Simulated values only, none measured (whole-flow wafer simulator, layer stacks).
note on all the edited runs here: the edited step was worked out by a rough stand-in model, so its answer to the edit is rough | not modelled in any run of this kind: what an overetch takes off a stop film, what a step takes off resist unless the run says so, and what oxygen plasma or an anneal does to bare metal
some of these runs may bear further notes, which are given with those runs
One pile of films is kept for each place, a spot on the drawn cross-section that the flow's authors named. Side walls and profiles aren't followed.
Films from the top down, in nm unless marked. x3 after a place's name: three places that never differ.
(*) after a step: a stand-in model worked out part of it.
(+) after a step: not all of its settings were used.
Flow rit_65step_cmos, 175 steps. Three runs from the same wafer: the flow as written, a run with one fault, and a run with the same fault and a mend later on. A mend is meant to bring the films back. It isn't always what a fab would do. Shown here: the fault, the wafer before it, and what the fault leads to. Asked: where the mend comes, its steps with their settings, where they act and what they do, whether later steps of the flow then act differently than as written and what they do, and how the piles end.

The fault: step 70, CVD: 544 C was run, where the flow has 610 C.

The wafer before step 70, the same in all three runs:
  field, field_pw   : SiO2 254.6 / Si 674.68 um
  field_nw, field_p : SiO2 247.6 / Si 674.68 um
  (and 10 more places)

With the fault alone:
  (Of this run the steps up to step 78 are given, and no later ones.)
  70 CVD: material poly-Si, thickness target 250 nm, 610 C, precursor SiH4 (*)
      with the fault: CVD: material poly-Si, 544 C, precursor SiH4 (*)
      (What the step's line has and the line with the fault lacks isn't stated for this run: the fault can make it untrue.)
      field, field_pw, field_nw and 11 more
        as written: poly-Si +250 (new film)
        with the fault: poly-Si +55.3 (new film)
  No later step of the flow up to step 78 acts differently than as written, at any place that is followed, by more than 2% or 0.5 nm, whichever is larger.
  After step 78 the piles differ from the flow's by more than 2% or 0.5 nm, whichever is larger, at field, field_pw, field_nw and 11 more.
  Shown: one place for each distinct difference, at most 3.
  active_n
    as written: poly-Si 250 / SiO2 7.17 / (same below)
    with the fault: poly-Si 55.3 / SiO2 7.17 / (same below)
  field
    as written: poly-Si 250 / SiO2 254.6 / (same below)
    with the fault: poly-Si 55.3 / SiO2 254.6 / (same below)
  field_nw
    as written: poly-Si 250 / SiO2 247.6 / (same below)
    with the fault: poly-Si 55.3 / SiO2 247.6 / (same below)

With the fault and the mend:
  The mend comes after step 78.
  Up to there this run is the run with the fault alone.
  78a STRIP: resist, chemistry O2, 180 s (*)
      field, field_pw, field_nw and 9 more
        chemical SiO2 +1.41 (new film), poly-Si -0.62
      gate_n, gate_p
        chemical SiO2 +1.33 (new film), resist -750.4 (all of it), poly-Si -0.59
  78b CLEAN: chemistry SC2, 75 C, 600 s (*) (the flow's step 66 once more)
      changes no film at any place that is followed
  78c CVD: material poly-Si, thickness target 195 nm, 610 C, precursor SiH4 (*) (the flow's step 70 once more, with other settings)
      field, field_pw, field_nw and 11 more
        poly-Si +195 (new film)
  78d HMDS: 140 C, 60 s (the flow's step 72 once more)
      changes no film at any place that is followed
  78e COAT: resist, thickness 850 nm (the flow's step 73 once more)
      active_n, active_p, sd_p
        resist +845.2 (new film)
      gate_n, gate_p, sd_n
        resist +846.9 (new film)
      spacer, spacer_p
        resist +846.8 (new film)
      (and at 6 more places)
  78f SOFTBAKE: resist, 90 C, 60 s (the flow's step 74 once more)
      changes no film at any place that is followed
  78g EXPOSE: photomask M6, dose 380 mJ/cm2, NA 0.6, wavelength 365 nm (the flow's step 75 once more)
      changes no film at any place that is followed
  78h PEB: resist, 110 C, 60 s (the flow's step 76 once more)
      gate_n, gate_p, spacer, spacer_p, sd_n, contact, m1
        resist -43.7
      active_n, active_p, sd_p
        resist -43.6
      field
        resist -45.3
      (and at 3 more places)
  78i DEVELOP: resist, thickness 850 nm, 50 s (the flow's step 77 once more)
      active_n, active_p
        resist -801.6 (all of it)
      spacer, spacer_p
        resist -803.1 (all of it)
      field
        resist -832.7 (all of it)
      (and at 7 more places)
  78j HARDBAKE: resist, 140 C, 60 s (the flow's step 78 once more)
      gate_n, gate_p
        resist -52.7
  Later steps of the flow that act differently than as written (33 more steps differ only slightly, by at most 2% or 0.5 nm, whichever is larger, and aren't shown):
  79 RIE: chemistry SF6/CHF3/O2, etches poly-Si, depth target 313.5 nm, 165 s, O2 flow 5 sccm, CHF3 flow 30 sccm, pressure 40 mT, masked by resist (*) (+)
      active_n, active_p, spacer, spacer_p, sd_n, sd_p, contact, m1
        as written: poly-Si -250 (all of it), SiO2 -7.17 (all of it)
        with the mend: poly-Si -195 (all of it), chemical SiO2 -1.41 (all of it), poly-Si -54.7 (all of it), SiO2 -7.17 (all of it)
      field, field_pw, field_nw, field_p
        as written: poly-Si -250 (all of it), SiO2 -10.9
        with the mend: poly-Si -195 (all of it), chemical SiO2 -1.41 (all of it), poly-Si -54.7 (all of it), SiO2 -9.59
  At the end the piles differ from the flow's by more than 2% or 0.5 nm, whichever is larger, at gate_n, gate_p.
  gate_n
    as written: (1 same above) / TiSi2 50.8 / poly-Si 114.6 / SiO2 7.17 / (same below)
    with the mend: (1 same above) / TiSi2 50.8 / poly-Si 59.6 / chemical SiO2 1.33 / poly-Si 54.7 / SiO2 7.17 / (same below)
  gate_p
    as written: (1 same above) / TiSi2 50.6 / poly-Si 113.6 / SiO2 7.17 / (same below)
    with the mend: (1 same above) / TiSi2 50.6 / poly-Si 58.6 / chemical SiO2 1.33 / poly-Si 54.7 / SiO2 7.17 / (same below)
